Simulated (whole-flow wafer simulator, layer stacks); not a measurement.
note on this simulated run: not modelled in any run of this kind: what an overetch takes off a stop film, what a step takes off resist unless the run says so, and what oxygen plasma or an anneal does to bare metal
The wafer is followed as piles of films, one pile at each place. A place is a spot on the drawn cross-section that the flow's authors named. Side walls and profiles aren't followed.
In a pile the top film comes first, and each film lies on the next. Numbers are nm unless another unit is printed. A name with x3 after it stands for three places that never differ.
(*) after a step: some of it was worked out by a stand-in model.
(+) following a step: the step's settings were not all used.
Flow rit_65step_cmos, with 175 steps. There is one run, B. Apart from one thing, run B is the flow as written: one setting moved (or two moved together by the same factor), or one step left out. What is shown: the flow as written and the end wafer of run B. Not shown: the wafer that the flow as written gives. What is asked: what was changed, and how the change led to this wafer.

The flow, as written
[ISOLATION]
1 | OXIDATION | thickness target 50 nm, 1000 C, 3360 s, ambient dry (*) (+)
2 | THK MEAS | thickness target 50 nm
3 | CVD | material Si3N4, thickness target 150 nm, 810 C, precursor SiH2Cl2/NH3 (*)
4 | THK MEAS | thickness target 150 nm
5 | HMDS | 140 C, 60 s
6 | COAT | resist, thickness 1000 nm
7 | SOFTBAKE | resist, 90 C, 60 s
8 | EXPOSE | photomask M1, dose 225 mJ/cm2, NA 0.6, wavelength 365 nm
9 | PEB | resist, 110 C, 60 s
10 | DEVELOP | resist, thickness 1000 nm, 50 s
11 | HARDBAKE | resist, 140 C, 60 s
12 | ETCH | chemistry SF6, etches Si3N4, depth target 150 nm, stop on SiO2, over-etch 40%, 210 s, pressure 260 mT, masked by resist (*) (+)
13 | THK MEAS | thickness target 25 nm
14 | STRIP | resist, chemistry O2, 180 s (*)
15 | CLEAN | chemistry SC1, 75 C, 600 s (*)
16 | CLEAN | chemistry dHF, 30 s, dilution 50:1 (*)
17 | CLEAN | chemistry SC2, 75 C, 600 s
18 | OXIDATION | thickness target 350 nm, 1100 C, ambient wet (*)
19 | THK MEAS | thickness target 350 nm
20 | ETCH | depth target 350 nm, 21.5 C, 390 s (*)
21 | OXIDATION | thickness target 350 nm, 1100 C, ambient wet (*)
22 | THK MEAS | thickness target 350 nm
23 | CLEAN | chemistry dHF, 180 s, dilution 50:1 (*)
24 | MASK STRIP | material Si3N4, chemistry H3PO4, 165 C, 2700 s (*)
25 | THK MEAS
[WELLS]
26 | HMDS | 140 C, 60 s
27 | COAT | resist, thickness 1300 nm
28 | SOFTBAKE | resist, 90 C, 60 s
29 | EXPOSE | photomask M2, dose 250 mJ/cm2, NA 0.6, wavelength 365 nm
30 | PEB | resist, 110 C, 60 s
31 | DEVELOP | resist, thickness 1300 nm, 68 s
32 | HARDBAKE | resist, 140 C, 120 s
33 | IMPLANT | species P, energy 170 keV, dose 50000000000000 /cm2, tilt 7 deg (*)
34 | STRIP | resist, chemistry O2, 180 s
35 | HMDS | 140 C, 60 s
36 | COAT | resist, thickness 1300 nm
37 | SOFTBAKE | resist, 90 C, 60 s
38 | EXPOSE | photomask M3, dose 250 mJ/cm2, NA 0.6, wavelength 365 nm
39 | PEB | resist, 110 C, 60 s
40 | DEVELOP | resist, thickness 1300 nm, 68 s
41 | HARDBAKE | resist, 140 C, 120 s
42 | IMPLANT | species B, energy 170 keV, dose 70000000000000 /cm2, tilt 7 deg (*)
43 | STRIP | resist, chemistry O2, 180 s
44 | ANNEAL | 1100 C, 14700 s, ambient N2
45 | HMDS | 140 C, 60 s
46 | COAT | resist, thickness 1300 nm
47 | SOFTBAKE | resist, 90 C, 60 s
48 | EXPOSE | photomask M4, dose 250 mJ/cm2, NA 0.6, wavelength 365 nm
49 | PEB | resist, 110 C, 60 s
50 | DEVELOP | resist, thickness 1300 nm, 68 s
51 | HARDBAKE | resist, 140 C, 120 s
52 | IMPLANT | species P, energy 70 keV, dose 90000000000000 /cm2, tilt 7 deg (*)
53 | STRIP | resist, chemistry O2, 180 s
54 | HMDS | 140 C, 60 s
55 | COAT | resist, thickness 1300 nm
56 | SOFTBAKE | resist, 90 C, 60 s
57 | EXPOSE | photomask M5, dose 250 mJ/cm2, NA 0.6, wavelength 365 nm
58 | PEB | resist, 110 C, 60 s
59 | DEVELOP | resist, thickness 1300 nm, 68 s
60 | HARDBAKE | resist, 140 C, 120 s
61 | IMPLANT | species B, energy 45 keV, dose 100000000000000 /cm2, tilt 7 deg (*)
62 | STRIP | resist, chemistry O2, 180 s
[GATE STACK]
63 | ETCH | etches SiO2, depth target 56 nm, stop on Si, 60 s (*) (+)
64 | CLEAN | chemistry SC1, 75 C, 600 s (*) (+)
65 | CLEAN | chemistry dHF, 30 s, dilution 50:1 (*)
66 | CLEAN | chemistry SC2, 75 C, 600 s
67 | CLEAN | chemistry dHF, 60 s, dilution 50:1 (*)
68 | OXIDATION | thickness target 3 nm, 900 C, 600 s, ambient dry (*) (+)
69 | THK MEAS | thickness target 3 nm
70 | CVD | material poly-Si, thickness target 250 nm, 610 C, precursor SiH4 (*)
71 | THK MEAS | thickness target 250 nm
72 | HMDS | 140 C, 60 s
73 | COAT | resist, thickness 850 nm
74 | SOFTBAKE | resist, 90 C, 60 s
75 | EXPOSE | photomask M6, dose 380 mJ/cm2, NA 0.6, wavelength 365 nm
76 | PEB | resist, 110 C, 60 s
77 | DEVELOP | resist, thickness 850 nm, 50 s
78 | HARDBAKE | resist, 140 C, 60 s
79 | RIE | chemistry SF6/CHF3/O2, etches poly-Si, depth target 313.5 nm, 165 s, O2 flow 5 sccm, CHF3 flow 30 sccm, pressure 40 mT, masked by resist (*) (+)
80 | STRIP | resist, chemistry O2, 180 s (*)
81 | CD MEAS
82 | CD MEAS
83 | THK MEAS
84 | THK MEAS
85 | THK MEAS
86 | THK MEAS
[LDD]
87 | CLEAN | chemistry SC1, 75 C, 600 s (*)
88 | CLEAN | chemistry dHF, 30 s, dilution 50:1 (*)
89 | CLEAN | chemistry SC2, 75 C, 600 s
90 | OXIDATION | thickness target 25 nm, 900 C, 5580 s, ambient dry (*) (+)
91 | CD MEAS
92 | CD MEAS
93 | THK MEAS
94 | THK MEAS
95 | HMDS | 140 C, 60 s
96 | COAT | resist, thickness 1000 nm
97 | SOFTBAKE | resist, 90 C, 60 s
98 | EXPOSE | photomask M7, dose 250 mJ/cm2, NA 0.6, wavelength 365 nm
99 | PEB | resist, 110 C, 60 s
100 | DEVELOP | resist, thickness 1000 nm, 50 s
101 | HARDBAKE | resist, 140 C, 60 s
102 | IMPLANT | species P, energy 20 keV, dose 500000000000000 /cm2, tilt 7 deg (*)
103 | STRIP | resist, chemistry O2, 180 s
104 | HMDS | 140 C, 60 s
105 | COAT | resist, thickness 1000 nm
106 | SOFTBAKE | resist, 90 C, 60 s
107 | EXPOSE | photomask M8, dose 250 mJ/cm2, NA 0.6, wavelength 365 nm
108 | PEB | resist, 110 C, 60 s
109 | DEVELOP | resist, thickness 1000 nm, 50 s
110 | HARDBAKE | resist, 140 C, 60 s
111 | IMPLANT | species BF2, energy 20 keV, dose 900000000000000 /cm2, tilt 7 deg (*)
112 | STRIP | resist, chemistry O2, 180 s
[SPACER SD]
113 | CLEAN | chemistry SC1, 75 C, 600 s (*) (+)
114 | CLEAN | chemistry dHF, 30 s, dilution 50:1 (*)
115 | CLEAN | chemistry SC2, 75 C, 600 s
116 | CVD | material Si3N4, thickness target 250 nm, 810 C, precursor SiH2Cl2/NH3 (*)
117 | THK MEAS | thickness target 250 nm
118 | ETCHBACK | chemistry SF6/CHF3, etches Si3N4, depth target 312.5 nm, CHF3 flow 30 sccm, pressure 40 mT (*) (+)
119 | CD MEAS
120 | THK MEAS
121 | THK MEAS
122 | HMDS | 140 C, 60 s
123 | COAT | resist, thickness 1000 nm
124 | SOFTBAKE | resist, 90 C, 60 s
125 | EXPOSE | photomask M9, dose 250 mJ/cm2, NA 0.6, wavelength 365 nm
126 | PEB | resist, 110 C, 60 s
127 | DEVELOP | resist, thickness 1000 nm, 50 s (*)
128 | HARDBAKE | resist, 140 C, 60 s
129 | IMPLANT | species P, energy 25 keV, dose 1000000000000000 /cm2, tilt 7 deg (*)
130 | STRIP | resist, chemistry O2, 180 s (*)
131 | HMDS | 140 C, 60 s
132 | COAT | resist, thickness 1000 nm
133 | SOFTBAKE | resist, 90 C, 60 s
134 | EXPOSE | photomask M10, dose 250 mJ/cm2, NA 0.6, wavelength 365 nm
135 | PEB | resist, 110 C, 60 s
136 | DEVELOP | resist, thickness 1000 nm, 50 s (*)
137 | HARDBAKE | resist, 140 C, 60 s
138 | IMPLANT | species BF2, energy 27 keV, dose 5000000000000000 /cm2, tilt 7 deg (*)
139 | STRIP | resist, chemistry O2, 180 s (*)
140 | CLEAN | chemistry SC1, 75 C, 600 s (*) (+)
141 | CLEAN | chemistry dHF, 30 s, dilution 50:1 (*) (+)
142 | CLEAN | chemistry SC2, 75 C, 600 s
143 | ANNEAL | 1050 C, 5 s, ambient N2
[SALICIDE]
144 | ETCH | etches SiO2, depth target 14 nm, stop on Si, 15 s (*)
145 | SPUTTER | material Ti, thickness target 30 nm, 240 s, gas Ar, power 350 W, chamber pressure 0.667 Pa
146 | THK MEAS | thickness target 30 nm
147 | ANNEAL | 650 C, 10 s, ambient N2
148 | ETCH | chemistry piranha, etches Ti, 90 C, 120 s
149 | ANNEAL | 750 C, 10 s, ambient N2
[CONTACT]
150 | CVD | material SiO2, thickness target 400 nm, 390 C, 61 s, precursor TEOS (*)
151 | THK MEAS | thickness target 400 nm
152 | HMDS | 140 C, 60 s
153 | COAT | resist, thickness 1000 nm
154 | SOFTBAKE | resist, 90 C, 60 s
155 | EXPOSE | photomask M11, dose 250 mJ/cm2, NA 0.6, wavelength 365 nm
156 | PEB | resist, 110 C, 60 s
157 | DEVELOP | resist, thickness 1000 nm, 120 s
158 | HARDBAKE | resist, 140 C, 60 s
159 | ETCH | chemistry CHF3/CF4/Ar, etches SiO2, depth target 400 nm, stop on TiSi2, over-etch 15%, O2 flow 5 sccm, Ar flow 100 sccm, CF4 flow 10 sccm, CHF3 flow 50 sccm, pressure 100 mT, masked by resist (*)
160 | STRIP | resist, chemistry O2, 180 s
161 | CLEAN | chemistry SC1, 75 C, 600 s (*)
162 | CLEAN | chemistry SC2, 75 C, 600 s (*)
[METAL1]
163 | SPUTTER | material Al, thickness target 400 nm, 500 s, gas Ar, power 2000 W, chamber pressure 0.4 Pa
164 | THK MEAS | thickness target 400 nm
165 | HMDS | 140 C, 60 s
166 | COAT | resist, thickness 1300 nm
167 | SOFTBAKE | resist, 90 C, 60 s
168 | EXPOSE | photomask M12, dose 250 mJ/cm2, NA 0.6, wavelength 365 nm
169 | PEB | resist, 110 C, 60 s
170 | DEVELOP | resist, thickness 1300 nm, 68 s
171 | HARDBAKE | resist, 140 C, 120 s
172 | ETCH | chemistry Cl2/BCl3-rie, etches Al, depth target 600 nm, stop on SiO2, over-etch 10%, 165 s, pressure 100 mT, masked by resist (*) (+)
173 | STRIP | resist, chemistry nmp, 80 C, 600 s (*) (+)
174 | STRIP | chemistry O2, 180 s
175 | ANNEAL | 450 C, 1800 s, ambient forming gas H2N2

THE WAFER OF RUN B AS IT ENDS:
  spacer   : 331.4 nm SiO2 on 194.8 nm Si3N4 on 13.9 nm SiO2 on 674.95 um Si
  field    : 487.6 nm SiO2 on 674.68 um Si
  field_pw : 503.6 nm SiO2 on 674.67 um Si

The reason: step 163, SPUTTER: thickness target 144 nm was run, whereas the flow has thickness target 400 nm; step 163, SPUTTER: 180 s was run, where the flow has 500 s.

Step by step, how the change led to this:
  163 | SPUTTER | material Al, thickness target 400 nm, 500 s, gas Ar, power 2000 W, chamber pressure 0.4 Pa
      field, field_p, spacer, spacer_p: Al gains 144 (new film) (as written it would have been: Al gains 400 (new film))
      gate_n, gate_p: Al gains 144 (new film) (as written it would have been: Al gains 396 (new film))
      (also at 2 further places)
  172 | ETCH | chemistry Cl2/BCl3-rie, etches Al, depth target 600 nm, stop on SiO2, over-etch 10%, 165 s, pressure 100 mT, masked by resist (*) (+)
      field, field_p, spacer, spacer_p: Al loses 144 (all of it), SiO2 loses 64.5 (as written it would have been: Al loses 400 (all of it), SiO2 loses 32.5)
      gate_n, gate_p: Al loses 144 (all of it), SiO2 loses 64.5 (as written it would have been: Al loses 396 (all of it), SiO2 loses 33)
      (also at 2 further places)
